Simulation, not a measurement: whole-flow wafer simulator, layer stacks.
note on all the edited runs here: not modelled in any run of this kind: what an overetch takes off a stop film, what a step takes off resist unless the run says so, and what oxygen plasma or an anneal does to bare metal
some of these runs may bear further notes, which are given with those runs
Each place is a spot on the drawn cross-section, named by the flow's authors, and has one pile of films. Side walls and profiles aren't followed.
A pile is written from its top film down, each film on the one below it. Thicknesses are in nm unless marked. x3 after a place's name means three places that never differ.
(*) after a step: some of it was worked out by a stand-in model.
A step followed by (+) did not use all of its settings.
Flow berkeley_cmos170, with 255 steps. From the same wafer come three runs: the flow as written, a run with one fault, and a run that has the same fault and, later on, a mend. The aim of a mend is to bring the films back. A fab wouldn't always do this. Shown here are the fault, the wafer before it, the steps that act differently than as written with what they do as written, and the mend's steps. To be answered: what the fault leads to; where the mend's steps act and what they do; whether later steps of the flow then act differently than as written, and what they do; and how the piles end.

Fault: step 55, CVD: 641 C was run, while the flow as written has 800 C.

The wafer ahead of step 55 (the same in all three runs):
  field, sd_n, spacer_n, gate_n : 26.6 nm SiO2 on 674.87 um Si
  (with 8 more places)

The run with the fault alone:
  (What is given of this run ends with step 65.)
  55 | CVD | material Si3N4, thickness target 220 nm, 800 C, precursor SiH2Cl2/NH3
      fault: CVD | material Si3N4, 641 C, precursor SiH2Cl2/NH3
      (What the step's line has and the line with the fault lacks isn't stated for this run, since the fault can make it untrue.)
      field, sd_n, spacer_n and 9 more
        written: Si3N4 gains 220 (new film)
        fault: Si3N4 gains 11.2 (new film)
  Later steps of the flow acting differently than as written:
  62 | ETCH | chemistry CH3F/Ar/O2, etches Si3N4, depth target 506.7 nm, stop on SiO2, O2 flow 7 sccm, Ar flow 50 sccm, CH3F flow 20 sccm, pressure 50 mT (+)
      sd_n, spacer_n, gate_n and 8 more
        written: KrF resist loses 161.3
        fault: KrF resist loses 22.1
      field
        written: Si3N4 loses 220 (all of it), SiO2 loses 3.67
        fault: Si3N4 loses 11.2 (all of it), SiO2 loses 3.67
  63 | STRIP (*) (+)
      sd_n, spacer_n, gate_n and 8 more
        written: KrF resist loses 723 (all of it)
        fault: KrF resist loses 862.2 (all of it)
  The piles after step 65 differ from the flow's at sd_n, spacer_n, gate_n and 8 more by more than 2% or 0.5 nm, whichever is larger.
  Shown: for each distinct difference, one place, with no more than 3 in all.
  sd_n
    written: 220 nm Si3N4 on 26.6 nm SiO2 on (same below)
    fault: 11.2 nm Si3N4 on 26.6 nm SiO2 on (same below)

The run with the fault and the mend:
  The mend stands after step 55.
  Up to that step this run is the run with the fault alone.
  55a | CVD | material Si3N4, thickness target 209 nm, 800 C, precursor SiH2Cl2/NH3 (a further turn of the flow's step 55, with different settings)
      field, sd_n, spacer_n and 9 more
        Si3N4 gains 209
  Later steps of the flow that are run all act as written at every place that is followed, up to a difference of at most 2% or 0.5 nm, whichever is larger.
  The piles end the same as the flow's at every place that both follow.
